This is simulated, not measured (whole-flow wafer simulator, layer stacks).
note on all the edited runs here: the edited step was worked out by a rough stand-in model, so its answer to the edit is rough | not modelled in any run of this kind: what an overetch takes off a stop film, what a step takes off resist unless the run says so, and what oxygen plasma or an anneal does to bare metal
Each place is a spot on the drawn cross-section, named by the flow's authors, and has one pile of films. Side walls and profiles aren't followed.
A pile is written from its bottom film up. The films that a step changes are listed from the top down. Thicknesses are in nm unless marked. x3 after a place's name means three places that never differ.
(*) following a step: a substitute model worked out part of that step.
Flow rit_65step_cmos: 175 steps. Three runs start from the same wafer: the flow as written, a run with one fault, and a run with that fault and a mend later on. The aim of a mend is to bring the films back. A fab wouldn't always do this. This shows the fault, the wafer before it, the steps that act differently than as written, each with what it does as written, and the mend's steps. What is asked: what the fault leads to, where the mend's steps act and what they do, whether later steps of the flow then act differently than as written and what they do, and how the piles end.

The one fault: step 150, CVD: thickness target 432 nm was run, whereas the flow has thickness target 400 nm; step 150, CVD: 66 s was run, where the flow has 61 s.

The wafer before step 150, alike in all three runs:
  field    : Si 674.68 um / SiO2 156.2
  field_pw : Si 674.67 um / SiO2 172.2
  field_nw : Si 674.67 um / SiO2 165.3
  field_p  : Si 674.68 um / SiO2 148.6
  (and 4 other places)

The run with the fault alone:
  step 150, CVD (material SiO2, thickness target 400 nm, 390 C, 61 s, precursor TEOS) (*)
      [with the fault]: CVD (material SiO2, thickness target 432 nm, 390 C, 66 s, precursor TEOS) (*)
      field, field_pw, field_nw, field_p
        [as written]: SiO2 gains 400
        [with the fault]: SiO2 gains 432
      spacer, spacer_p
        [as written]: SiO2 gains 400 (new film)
        [with the fault]: SiO2 gains 432 (new film)
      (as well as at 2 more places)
  Later steps of the flow that are run all act as written at every place that is followed, up to a difference of at most 2% or 0.5 nm, whichever is larger.
  The piles end different from the flow's at field, field_pw, field_nw, field_p, gate_n, gate_p, spacer, spacer_p by more than 2% or 0.5 nm, whichever is larger.
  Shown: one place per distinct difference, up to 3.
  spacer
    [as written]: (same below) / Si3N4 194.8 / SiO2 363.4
    [with the fault]: (same below) / Si3N4 194.8 / SiO2 395.4
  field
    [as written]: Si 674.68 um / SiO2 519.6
    [with the fault]: Si 674.68 um / SiO2 551.6
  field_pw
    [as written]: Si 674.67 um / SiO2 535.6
    [with the fault]: Si 674.67 um / SiO2 567.6

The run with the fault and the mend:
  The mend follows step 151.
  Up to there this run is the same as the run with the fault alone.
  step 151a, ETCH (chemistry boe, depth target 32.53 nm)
      field, field_pw, field_nw, field_p, gate_n, gate_p, spacer, spacer_p
        SiO2 loses 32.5
  Later steps of the flow that are run all act as written at every place that is followed, up to a difference of at most 2% or 0.5 nm, whichever is larger.
  When the end is reached, the piles differ only a little from the flow's at the places that both follow, at most by 2% or 0.5 nm, whichever is larger.
